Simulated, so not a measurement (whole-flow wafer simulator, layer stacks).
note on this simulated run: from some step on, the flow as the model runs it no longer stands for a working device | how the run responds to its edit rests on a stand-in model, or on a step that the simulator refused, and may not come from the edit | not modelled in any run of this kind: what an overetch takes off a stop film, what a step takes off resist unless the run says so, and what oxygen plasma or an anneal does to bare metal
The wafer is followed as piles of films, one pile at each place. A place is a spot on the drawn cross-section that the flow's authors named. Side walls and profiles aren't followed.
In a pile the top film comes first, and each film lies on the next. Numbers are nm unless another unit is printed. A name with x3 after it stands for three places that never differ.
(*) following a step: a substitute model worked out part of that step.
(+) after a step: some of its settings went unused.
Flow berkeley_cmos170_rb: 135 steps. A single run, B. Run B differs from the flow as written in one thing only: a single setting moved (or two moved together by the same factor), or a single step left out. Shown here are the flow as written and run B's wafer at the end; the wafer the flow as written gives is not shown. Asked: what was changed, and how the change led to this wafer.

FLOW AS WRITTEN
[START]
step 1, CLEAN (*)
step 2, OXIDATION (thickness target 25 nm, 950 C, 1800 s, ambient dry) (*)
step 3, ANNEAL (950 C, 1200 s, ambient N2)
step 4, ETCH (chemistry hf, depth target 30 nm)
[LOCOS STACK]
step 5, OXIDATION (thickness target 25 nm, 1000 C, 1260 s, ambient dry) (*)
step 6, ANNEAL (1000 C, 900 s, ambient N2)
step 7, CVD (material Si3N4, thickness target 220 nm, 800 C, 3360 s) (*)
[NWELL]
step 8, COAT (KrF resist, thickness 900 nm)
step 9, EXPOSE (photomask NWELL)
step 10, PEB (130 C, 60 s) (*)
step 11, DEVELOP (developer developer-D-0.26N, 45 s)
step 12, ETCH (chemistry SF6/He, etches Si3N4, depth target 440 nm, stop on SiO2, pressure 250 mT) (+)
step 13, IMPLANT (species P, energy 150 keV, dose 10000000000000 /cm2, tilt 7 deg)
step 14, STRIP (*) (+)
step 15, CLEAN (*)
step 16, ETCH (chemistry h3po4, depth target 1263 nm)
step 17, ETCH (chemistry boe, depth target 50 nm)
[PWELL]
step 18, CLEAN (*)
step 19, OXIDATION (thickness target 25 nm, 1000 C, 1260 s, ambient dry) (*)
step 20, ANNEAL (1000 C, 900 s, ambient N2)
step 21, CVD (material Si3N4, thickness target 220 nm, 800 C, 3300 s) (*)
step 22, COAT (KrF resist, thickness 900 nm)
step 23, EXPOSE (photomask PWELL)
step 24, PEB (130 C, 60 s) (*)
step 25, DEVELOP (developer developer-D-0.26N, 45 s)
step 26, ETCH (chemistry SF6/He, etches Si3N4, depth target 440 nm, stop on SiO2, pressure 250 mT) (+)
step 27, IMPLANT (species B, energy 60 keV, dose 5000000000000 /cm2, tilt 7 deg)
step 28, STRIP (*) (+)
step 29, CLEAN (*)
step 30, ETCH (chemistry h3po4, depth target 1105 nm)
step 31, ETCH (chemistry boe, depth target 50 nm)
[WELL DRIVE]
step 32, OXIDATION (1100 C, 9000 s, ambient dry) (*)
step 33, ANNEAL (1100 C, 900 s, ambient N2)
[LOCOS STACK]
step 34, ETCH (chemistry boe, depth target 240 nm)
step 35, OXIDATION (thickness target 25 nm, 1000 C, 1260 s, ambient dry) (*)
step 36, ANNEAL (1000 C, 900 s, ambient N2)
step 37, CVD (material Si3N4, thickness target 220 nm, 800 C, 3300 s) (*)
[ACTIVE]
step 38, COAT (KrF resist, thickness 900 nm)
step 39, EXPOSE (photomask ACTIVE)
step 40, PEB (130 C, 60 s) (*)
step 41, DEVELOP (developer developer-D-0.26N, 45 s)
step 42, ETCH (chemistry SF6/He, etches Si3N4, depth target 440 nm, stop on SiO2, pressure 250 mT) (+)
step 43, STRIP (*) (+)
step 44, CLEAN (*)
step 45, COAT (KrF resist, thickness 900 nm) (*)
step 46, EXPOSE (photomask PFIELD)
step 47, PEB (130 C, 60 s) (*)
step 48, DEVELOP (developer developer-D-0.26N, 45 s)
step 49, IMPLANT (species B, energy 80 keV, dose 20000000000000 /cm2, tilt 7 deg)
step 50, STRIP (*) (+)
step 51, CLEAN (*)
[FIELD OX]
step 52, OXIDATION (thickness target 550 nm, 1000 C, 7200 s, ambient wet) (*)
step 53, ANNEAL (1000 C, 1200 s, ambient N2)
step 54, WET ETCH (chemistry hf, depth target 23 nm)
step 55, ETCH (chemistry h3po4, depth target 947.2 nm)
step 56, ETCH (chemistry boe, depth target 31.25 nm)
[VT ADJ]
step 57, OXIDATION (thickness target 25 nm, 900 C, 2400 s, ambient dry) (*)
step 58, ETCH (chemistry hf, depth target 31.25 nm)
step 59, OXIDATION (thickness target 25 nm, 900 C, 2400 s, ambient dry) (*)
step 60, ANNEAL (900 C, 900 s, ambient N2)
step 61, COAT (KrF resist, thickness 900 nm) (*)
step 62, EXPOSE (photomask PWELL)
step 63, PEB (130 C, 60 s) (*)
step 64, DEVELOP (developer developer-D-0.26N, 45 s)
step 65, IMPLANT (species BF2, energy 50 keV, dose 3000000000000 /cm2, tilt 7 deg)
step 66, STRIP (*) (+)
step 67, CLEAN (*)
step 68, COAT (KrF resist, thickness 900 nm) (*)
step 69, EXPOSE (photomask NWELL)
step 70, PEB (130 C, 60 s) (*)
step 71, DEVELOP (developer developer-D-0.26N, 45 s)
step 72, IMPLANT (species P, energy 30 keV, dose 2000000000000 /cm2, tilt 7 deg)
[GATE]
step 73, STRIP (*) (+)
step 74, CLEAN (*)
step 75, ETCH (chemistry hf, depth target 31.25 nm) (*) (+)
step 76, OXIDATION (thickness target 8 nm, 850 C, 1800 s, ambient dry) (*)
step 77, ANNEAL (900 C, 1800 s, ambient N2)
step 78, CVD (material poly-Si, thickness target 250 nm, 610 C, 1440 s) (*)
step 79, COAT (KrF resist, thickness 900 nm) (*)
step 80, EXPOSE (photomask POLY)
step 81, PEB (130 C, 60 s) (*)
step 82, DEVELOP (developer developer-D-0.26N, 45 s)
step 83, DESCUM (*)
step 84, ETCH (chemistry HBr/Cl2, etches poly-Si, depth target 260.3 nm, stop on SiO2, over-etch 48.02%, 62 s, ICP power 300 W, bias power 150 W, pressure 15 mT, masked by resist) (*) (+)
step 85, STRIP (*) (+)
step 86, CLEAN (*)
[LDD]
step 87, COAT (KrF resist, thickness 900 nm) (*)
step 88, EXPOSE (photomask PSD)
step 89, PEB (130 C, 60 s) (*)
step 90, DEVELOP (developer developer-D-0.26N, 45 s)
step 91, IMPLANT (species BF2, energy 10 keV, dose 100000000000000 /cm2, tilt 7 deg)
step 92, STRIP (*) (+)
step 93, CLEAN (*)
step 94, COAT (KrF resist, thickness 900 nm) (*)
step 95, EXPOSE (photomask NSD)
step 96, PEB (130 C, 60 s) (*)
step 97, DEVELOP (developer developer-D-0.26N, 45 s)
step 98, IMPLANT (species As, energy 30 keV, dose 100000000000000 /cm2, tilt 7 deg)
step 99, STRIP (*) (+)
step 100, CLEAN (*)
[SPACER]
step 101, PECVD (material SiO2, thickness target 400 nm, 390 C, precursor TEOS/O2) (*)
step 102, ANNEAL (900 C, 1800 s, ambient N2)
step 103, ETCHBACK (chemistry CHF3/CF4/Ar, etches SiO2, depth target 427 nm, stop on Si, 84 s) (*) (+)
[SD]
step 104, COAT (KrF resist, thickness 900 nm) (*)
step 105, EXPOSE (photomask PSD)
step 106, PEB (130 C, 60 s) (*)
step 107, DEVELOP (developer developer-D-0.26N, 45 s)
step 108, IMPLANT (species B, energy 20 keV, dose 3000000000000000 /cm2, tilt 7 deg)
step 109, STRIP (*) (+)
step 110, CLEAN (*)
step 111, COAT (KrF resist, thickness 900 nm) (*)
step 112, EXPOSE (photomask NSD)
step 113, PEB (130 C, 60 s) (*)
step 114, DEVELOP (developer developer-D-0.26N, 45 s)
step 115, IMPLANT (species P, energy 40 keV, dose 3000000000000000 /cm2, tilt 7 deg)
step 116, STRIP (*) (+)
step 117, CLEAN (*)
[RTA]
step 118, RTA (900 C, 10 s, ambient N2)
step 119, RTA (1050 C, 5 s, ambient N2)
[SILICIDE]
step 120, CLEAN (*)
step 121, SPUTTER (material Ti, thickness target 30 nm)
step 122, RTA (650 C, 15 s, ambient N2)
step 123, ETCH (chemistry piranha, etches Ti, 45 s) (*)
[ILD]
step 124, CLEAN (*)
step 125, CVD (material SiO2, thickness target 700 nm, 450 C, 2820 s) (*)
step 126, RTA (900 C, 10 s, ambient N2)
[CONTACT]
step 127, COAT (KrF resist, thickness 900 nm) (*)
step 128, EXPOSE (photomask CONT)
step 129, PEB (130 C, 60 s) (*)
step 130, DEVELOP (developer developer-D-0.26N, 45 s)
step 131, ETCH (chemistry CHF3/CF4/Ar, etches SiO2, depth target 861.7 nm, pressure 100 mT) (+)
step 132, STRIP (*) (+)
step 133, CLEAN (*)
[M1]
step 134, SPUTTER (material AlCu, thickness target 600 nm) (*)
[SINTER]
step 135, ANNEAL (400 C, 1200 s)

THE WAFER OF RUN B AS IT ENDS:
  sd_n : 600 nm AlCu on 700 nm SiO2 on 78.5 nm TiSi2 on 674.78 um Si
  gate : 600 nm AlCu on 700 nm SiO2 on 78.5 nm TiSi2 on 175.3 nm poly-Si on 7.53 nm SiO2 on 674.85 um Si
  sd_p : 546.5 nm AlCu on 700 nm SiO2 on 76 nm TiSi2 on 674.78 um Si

The reason: step 121, SPUTTER: thickness target 45 nm was run, whereas the flow has thickness target 30 nm; step 131, ETCH: depth target 1293 nm was run, where the flow has depth target 861.7 nm.

The path from the change to this, step by step:
  step 121, SPUTTER (material Ti, thickness target 30 nm)
      field, sd_n, spacer_n, gate, spacer_p, gate_p, contact, m1: +45 Ti (new film) (as written it would have been: +30 Ti (new film))
      sd_p: +40.7 Ti (new film) (as written it would have been: +27.1 Ti (new film))
  step 122, RTA (650 C, 15 s, ambient N2)
      sd_n, contact, m1: -32.8 Ti, +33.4 TiSi first (new film), +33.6 TiSi2 C49 (new film), -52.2 Si (as written it would have been: -23.4 Ti, +6.2 TiSi first (new film), +50.3 TiSi2 C49 (new film), -49 Si)
      gate, gate_p: -32.8 Ti, +33.4 TiSi first (new film), +33.6 TiSi2 C49 (new film), -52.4 poly-Si (as written it would have been: -23.4 Ti, +6.2 TiSi first (new film), +50.3 TiSi2 C49 (new film), -49.2 poly-Si)
      (as well as at 1 more place)
  step 123, ETCH (chemistry piranha, etches Ti, 45 s) (*)
      sd_n, gate, gate_p, contact, m1: -12.2 Ti (all of it) (as written it would have been: -6.6 Ti (all of it))
      field, spacer_n, spacer_p: -45 Ti (all of it) (as written it would have been: -30 Ti (all of it))
      (as well as at 1 more place)
  step 126, RTA (900 C, 10 s, ambient N2)
      sd_n, contact, m1: under 1 film: +78.5 TiSi2 (new film), -33.4 TiSi first (all of it), -33.6 TiSi2 C49 (all of it), -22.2 Si (as written it would have been: under 1 film: +56 TiSi2 (new film), -6.2 TiSi first (all of it), -50.3 TiSi2 C49 (all of it), -4.12 Si)
      gate, gate_p: under 1 film: +78.5 TiSi2 (new film), -33.4 TiSi first (all of it), -33.6 TiSi2 C49 (all of it), -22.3 poly-Si (as written it would have been: under 1 film: +56 TiSi2 (new film), -6.2 TiSi first (all of it), -50.3 TiSi2 C49 (all of it), -4.13 poly-Si)
      (as well as at 1 more place)
  step 131, ETCH (chemistry CHF3/CF4/Ar, etches SiO2, depth target 861.7 nm, pressure 100 mT) (+)
      field, sd_n, spacer_n, gate, sd_p, spacer_p, gate_p, m1: -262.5 KrF resist (as written it would have been: -215.4 KrF resist)
      contact: -700 SiO2 (all of it), -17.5 TiSi2 (as written it would have been: -700 SiO2 (all of it), -8.08 TiSi2)
  step 132, STRIP (*) (+)
      field: -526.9 KrF resist (all of it) (as written it would have been: -575.3 KrF resist (all of it))
      sd_n: -731.3 KrF resist (all of it) (as written it would have been: -780.4 KrF resist (all of it))
      (as well as at 6 more places)
